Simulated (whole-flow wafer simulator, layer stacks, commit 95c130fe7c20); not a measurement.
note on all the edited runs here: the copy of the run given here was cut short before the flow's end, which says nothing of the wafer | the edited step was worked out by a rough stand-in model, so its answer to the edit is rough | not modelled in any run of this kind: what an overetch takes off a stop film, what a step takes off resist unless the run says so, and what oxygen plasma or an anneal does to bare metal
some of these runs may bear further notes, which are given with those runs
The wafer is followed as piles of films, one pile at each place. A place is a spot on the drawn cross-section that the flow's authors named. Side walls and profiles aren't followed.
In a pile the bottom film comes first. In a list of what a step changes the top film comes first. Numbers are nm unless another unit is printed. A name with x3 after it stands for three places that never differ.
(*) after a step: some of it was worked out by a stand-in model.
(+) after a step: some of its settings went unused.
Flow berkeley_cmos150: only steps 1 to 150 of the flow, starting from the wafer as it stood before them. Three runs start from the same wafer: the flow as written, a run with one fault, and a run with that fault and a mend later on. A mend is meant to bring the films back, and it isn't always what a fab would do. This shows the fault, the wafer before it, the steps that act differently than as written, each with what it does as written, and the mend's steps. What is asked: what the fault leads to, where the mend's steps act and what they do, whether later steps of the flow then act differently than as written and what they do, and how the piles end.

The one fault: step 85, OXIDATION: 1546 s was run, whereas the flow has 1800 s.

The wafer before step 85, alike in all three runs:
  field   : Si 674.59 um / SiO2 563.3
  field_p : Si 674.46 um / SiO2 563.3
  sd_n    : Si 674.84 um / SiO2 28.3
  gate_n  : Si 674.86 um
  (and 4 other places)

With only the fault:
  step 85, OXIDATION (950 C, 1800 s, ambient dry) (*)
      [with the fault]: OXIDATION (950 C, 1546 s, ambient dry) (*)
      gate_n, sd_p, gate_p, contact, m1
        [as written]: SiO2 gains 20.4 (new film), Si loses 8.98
        [with the fault]: SiO2 gains 18.6 (new film), Si loses 8.19
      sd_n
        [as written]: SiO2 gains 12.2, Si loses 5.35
        [with the fault]: SiO2 gains 10.7, Si loses 4.7
  Steps further on in the flow that do not act as written (21 more steps, not shown, differ only slightly: by at most 2% or 0.5 nm, whichever is larger):
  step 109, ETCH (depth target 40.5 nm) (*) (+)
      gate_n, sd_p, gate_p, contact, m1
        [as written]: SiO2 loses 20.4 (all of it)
        [with the fault]: SiO2 loses 18.6 (all of it)
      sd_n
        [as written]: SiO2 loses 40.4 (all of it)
        [with the fault]: SiO2 loses 39 (all of it)
  At the end the piles are close to the flow's at the places that both follow, differing by at most 2% or 0.5 nm, whichever is larger.

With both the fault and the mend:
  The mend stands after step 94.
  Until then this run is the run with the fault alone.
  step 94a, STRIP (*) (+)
      field_p
        KrF resist loses 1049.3 (all of it)
      sd_p
        KrF resist loses 1273.9 (all of it)
      gate_p
        KrF resist loses 1248.7 (all of it)
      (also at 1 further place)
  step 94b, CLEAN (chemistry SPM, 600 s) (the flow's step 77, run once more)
      does not change any film at any place that is followed
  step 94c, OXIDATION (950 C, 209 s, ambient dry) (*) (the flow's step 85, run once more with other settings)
      gate_n, sd_p, gate_p, contact, m1
        SiO2 gains 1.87, Si loses 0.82
      field, field_p
        SiO2 gains 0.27, Si loses 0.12
      sd_n
        SiO2 gains 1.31, Si loses 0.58
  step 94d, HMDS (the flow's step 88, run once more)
      does not change any film at any place that is followed
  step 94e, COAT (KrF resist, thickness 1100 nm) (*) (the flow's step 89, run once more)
      field
        KrF resist gains 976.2 (new film)
      field_p
        KrF resist gains 1087.8 (new film)
      sd_n
        KrF resist gains 1243 (new film)
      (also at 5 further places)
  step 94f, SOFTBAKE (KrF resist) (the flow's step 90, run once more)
      does not change any film at any place that is followed
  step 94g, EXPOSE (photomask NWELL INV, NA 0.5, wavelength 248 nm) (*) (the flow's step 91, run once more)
      does not change any film at any place that is followed
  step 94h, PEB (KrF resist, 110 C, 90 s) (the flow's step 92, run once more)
      field
        KrF resist loses 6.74
      field_p
        KrF resist loses 7.53
      sd_n
        KrF resist loses 8.63
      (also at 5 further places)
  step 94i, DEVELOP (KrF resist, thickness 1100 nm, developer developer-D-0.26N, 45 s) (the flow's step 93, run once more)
      field_p, sd_p, gate_p, m1
        KrF resist loses 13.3
      field
        KrF resist loses 969.5 (all of it)
      sd_n
        KrF resist loses 1234.4 (all of it)
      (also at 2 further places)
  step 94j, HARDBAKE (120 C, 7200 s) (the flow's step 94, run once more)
      field_p
        KrF resist loses 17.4
      sd_p
        KrF resist loses 21.4
      gate_p
        KrF resist loses 20.9
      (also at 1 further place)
  Every later step of the flow that is run acts as written, at every place that is followed, to within 2% or 0.5 nm, whichever is larger.
  At the end the piles are close to the flow's at the places that both follow, differing by at most 2% or 0.5 nm, whichever is larger.
